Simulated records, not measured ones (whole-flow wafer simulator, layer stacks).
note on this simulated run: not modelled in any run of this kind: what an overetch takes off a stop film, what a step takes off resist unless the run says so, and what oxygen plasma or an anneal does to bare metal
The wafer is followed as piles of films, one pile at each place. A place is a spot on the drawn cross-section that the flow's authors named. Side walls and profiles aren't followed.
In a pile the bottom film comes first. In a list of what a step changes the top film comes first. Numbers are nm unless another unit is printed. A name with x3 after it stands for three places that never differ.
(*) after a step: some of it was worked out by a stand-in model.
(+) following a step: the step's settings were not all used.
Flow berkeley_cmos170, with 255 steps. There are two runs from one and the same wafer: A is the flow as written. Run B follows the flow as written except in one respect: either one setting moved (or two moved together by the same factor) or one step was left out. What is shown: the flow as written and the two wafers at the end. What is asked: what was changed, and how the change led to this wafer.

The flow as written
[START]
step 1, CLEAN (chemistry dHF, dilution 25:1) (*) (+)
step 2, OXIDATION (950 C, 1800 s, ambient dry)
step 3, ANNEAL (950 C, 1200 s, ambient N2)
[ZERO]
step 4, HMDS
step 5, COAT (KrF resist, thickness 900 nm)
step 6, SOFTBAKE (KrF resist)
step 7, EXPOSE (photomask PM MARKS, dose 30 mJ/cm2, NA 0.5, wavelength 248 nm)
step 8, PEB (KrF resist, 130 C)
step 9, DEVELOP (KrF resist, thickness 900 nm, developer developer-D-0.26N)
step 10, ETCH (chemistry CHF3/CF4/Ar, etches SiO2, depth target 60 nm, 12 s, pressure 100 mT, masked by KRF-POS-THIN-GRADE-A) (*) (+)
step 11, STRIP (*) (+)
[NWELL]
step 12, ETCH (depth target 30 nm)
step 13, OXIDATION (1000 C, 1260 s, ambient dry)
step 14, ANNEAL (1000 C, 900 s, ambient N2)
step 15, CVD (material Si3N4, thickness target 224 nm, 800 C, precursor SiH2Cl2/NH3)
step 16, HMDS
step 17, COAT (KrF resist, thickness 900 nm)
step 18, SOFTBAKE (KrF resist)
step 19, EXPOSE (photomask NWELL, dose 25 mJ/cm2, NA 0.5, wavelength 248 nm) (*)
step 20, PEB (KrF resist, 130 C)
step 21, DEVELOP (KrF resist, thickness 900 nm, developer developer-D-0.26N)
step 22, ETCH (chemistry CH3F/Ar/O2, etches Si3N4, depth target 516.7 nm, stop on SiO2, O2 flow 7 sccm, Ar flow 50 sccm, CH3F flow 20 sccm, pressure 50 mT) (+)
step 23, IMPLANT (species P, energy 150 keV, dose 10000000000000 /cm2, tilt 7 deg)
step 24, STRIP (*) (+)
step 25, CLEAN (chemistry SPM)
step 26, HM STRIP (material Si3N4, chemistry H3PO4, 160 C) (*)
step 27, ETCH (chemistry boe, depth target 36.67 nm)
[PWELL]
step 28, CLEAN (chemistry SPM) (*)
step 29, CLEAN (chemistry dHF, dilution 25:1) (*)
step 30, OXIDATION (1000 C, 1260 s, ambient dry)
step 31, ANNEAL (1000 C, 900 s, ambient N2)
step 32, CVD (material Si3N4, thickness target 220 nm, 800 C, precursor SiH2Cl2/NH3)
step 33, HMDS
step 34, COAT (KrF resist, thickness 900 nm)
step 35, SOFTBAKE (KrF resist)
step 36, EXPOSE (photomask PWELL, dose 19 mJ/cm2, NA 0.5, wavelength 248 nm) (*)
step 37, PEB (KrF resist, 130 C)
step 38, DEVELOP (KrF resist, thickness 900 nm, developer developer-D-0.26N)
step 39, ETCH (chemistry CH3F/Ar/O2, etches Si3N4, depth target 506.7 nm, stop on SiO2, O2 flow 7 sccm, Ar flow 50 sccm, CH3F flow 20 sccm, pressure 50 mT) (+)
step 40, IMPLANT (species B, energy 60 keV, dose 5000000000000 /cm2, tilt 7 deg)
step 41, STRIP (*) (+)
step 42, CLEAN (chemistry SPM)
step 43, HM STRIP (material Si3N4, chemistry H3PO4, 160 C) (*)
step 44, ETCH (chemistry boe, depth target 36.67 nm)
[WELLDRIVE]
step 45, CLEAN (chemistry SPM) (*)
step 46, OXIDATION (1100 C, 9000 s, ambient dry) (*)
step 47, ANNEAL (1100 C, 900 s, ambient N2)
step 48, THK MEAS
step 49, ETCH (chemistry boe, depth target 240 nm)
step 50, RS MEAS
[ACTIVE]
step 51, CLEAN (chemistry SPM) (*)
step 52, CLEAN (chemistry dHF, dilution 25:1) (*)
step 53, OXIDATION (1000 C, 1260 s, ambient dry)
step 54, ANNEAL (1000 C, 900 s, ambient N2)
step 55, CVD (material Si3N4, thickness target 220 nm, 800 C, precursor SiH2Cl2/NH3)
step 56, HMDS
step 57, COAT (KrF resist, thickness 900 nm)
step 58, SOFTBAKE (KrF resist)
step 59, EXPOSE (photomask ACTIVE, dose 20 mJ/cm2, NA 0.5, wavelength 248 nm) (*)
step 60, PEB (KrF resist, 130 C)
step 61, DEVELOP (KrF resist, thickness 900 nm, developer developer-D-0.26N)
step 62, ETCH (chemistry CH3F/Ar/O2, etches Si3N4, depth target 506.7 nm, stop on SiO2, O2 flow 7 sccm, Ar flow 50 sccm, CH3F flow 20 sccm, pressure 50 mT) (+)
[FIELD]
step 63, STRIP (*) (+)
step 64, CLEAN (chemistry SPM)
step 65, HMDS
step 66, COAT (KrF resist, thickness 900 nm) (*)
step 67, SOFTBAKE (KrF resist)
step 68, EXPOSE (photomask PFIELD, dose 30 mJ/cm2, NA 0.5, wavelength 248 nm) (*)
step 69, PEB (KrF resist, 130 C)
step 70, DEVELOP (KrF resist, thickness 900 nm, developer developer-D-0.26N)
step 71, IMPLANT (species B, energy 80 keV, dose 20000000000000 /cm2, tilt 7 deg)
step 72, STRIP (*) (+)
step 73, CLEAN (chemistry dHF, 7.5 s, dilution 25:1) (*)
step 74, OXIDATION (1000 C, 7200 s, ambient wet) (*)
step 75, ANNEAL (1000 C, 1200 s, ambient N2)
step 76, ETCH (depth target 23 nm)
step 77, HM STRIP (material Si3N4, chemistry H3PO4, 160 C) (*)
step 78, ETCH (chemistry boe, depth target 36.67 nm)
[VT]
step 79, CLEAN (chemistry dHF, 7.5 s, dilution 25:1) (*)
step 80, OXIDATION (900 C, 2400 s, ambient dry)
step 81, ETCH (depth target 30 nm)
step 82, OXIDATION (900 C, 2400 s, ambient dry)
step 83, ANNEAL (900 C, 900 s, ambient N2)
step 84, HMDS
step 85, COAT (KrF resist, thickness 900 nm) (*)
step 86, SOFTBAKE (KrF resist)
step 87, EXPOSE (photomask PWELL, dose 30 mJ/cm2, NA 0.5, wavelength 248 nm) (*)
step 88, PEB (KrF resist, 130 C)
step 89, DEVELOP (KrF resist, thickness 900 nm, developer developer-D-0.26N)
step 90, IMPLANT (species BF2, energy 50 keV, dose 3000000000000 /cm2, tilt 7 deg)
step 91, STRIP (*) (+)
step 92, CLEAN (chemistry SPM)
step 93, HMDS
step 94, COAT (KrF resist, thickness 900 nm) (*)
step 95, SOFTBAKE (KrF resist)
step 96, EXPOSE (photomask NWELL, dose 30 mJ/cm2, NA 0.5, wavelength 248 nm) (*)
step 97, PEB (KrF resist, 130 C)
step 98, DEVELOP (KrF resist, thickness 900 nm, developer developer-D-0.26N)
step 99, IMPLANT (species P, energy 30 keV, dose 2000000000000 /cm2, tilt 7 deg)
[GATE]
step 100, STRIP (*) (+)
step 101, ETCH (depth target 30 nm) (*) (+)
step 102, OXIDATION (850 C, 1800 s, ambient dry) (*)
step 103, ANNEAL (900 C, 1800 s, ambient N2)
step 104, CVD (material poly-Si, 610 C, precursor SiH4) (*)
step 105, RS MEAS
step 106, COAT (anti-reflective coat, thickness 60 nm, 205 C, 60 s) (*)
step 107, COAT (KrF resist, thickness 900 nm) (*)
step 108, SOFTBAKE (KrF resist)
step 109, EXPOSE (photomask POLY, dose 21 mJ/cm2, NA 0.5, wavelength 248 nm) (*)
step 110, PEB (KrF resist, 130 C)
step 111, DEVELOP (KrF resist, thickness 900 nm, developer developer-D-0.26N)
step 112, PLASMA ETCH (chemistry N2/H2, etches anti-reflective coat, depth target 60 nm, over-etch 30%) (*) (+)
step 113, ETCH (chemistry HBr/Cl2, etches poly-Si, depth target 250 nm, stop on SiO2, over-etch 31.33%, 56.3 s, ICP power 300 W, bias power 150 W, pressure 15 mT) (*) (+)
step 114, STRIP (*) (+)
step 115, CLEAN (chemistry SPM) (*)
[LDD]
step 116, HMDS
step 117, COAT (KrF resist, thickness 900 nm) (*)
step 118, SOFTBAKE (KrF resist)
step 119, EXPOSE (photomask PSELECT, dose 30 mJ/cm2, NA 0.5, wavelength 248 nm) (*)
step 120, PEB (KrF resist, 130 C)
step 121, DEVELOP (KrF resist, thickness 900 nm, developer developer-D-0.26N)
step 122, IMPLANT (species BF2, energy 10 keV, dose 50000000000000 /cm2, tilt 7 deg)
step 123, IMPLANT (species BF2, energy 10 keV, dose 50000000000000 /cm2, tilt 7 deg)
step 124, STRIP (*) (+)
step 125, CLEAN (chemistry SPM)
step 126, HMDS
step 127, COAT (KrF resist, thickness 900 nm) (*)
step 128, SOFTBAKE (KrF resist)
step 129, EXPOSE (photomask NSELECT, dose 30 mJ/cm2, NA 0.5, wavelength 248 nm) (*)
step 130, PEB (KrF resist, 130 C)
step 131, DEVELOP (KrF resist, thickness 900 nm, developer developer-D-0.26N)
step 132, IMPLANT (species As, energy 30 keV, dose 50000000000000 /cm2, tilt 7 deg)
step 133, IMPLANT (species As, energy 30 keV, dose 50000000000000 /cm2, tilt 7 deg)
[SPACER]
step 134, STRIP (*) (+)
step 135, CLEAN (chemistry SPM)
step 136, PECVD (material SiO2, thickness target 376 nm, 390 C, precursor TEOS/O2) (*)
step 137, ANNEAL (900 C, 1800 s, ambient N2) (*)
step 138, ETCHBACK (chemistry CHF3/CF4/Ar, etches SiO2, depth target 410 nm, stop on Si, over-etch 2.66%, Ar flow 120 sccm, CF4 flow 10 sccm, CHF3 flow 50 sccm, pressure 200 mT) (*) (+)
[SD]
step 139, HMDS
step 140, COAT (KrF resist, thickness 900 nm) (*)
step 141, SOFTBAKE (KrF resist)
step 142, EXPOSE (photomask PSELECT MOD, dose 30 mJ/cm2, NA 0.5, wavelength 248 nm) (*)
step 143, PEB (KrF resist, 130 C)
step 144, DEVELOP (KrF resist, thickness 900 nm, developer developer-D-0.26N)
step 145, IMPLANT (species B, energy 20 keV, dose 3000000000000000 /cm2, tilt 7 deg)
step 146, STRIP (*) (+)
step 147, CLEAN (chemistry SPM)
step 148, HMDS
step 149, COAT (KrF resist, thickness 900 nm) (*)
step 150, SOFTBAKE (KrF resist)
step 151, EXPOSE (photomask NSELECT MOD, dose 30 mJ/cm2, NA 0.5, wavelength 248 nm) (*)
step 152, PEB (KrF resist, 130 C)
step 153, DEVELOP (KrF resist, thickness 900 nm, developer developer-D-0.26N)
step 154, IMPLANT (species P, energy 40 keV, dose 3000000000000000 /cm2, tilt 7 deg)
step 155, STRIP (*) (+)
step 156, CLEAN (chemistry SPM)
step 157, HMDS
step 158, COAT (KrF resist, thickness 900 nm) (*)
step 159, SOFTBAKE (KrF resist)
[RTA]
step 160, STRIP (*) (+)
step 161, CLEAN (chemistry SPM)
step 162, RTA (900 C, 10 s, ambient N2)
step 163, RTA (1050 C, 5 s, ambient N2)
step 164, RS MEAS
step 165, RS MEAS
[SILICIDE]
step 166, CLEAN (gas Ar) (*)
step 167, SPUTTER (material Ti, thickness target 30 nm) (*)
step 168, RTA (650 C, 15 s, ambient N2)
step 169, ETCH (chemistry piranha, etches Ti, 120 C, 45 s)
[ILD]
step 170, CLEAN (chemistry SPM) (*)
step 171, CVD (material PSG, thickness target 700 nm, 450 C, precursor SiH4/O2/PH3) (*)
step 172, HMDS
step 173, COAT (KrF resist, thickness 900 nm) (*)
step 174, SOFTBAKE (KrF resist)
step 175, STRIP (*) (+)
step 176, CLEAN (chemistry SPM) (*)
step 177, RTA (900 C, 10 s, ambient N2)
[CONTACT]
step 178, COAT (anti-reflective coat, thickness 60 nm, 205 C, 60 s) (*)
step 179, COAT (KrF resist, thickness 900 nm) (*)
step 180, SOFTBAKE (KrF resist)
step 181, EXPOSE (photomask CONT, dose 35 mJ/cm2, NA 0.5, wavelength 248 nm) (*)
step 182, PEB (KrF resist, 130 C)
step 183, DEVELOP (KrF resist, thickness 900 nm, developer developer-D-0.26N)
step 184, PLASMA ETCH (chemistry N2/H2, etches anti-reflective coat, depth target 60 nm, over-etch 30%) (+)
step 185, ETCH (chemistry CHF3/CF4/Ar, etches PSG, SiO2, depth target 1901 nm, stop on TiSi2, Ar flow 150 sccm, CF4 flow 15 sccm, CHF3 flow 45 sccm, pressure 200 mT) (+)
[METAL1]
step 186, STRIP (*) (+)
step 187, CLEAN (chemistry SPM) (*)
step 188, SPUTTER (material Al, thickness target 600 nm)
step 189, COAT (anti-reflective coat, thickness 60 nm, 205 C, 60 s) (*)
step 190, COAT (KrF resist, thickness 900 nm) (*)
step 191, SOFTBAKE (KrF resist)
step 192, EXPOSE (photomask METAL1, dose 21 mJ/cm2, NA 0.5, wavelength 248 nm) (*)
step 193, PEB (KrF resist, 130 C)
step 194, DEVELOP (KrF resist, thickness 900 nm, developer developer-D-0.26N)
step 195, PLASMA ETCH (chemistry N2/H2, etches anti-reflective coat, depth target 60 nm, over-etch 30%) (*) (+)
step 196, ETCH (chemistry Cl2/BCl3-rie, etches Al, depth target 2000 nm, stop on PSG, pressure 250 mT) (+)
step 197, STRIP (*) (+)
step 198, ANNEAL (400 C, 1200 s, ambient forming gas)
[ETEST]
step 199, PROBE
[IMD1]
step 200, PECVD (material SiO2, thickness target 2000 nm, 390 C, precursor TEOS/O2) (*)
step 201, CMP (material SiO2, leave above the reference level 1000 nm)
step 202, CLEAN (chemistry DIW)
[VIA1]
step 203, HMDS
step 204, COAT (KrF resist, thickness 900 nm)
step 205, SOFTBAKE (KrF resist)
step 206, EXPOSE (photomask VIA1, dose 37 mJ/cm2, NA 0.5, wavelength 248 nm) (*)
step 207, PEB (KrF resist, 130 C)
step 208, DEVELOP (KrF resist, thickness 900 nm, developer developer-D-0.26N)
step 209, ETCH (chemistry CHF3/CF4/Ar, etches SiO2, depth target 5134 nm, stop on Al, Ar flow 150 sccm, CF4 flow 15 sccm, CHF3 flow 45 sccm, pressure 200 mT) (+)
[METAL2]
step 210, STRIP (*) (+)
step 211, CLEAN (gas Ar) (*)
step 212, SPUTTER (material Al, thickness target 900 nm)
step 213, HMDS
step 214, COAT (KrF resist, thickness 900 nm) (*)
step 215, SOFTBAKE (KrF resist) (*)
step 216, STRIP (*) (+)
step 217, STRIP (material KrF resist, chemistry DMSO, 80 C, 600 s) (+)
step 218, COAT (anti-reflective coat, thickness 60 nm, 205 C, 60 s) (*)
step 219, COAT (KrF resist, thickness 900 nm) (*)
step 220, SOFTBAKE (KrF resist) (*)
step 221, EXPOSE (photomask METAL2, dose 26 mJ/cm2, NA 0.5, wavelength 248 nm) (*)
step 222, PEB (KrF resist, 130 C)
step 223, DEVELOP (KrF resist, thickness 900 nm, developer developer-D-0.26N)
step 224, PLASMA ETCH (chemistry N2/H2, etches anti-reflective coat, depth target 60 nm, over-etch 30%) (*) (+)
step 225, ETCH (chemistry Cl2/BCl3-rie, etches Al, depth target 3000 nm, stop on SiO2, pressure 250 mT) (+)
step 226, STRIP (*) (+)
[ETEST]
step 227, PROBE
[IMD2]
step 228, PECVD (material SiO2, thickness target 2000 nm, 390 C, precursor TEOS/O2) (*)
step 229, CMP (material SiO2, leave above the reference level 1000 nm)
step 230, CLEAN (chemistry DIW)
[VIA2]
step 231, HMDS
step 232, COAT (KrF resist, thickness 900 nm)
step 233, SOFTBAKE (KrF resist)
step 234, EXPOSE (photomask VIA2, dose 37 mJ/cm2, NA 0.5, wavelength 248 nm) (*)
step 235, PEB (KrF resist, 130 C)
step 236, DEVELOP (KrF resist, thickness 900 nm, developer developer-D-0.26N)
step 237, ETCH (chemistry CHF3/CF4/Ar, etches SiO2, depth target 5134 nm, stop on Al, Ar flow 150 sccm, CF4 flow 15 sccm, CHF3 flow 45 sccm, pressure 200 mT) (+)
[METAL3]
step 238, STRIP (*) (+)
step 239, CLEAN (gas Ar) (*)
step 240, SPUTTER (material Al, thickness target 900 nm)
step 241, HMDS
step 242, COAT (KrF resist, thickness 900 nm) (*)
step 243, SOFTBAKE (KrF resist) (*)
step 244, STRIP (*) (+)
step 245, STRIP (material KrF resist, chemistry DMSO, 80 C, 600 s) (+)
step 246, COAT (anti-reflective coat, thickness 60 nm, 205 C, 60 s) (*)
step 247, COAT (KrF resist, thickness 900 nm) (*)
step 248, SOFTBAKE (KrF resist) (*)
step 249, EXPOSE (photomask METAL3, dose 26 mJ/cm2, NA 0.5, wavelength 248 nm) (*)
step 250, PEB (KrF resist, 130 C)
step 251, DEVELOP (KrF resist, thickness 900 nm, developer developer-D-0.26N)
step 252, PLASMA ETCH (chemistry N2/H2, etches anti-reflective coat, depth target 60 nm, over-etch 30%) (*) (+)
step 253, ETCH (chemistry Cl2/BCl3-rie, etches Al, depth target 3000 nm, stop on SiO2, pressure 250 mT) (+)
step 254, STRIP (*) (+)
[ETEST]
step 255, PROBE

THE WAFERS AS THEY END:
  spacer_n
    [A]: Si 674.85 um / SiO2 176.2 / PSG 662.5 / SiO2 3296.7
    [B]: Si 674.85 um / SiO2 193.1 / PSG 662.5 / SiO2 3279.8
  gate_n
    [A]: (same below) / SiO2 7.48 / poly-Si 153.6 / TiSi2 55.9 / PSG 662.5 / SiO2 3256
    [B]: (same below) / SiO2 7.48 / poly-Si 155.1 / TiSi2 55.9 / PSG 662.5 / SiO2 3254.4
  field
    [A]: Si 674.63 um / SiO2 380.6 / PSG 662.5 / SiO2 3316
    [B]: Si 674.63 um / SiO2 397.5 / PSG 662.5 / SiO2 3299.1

What caused this: step 137, ANNEAL: 900 C, 1800 s, ambient N2 (*), was omitted.

The path from the change to this, step by step:
  step 138, ETCHBACK (chemistry CHF3/CF4/Ar, etches SiO2, depth target 410 nm, stop on Si, over-etch 2.66%, Ar flow 120 sccm, CF4 flow 10 sccm, CHF3 flow 50 sccm, pressure 200 mT) (*) (+)
      sd_n, sd_p, contact, m1, via1, m2, via2: A -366 SiO2 (all of it) | B -382.9 SiO2 (all of it)
      gate_n, gate_p: A -359.1 SiO2 (all of it), -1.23 chemical SiO2 (all of it), -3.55 poly-Si | B -376 SiO2 (all of it), -1.23 chemical SiO2 (all of it), -2.01 poly-Si
  step 178, COAT (anti-reflective coat, thickness 60 nm, 205 C, 60 s) (*)
      sd_n: A +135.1 anti-reflective coat (new film) | B +145.9 anti-reflective coat (new film)
      spacer_n: A +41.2 anti-reflective coat (new film) | B +39.2 anti-reflective coat (new film)
      (as well as at 6 more places)
  step 184, PLASMA ETCH (chemistry N2/H2, etches anti-reflective coat, depth target 60 nm, over-etch 30%) (+)
      field, sd_n, spacer_n and 8 more: A -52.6 KrF resist | B -53.7 KrF resist
      contact: A -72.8 anti-reflective coat (all of it), -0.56 PSG | B -74.4 anti-reflective coat (all of it), -0.57 PSG
  step 186, STRIP (*) (+)
      sd_n: A -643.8 KrF resist (all of it), -135.1 anti-reflective coat (all of it) | B -642.1 KrF resist (all of it), -145.9 anti-reflective coat (all of it)
      spacer_n: A -599.1 KrF resist (all of it), -41.2 anti-reflective coat (all of it) | B -595.6 KrF resist (all of it), -39.2 anti-reflective coat (all of it)
      (as well as at 5 more places)
  step 189, COAT (anti-reflective coat, thickness 60 nm, 205 C, 60 s) (*)
      spacer_n: A +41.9 anti-reflective coat (new film) | B +39.7 anti-reflective coat (new film)
      gate_n: A +48 anti-reflective coat (new film) | B +53.5 anti-reflective coat (new film)
      (as well as at 4 more places)
  step 195, PLASMA ETCH (chemistry N2/H2, etches anti-reflective coat, depth target 60 nm, over-etch 30%) (*) (+)
      contact, m1, via1, m2, via2: A -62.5 KrF resist | B -64.5 KrF resist
      spacer_n: A -41.9 anti-reflective coat (all of it) | B -39.7 anti-reflective coat (all of it)
      (as well as at 4 more places)
  step 197, STRIP (*) (+)
      m2: A -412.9 KrF resist (all of it), -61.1 anti-reflective coat (all of it) | B -418 KrF resist (all of it), -58.9 anti-reflective coat (all of it)
  step 201, CMP (material SiO2, leave above the reference level 1000 nm)
      spacer_n, spacer_p: A -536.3 SiO2 | B -553.3 SiO2
      field: A -517 SiO2 | B -533.9 SiO2
